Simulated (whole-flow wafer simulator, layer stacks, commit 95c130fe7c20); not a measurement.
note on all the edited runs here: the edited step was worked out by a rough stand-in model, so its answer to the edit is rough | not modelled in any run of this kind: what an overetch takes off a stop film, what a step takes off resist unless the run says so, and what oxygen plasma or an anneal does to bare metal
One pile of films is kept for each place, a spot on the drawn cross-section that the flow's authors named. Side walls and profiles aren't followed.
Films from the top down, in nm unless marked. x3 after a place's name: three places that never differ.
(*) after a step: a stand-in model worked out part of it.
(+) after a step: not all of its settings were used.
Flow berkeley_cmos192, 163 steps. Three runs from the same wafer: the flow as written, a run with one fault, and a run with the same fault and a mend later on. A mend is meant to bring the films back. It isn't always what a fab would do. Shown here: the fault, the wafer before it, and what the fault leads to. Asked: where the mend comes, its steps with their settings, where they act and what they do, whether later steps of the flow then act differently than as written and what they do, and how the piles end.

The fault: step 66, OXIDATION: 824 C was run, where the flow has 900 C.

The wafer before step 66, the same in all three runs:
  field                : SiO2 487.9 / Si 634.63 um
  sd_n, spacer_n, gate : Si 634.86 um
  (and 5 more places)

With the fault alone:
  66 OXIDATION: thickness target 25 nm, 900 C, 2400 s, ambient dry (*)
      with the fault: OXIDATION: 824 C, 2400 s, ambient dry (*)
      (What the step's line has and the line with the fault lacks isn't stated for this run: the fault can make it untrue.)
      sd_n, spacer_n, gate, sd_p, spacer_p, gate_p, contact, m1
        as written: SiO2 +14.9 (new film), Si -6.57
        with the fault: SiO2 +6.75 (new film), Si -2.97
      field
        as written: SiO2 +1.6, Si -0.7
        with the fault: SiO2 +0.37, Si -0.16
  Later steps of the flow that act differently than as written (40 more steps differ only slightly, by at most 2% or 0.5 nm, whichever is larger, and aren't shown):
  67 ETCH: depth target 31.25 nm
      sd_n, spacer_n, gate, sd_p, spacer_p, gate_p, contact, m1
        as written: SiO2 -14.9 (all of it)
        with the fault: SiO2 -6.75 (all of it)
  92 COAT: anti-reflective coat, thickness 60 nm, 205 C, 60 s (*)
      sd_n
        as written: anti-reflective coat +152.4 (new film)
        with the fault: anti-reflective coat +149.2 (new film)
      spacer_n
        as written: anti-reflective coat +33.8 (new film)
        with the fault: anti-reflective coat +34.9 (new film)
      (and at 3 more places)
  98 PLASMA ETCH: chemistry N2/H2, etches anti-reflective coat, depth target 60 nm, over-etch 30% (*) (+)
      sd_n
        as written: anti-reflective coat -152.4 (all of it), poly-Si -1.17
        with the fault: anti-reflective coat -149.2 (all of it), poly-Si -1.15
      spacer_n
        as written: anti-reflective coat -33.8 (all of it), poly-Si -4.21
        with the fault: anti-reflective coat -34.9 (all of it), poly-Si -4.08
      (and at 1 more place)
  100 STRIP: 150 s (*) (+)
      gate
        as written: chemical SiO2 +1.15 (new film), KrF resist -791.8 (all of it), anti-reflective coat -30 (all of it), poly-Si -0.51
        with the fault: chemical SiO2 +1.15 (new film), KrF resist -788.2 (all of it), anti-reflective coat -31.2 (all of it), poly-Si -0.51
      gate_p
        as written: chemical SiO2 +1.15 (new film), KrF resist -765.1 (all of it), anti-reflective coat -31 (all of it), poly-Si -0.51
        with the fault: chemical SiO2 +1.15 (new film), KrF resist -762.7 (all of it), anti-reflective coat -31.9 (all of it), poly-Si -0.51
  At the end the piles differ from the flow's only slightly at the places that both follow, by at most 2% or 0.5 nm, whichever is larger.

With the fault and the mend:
  The mend comes after step 66.
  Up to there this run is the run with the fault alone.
  66a OXIDATION: 900 C, 1799 s, ambient dry (*) (the flow's step 66 once more, with other settings)
      sd_n, spacer_n, gate, sd_p, spacer_p, gate_p, contact, m1
        SiO2 +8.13, Si -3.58
      field
        SiO2 +1.2, Si -0.53
  No later step of the flow acts differently than as written, at any place that is followed, by more than 2% or 0.5 nm, whichever is larger.
  At the end the piles differ from the flow's only slightly at the places that both follow, by at most 2% or 0.5 nm, whichever is larger.
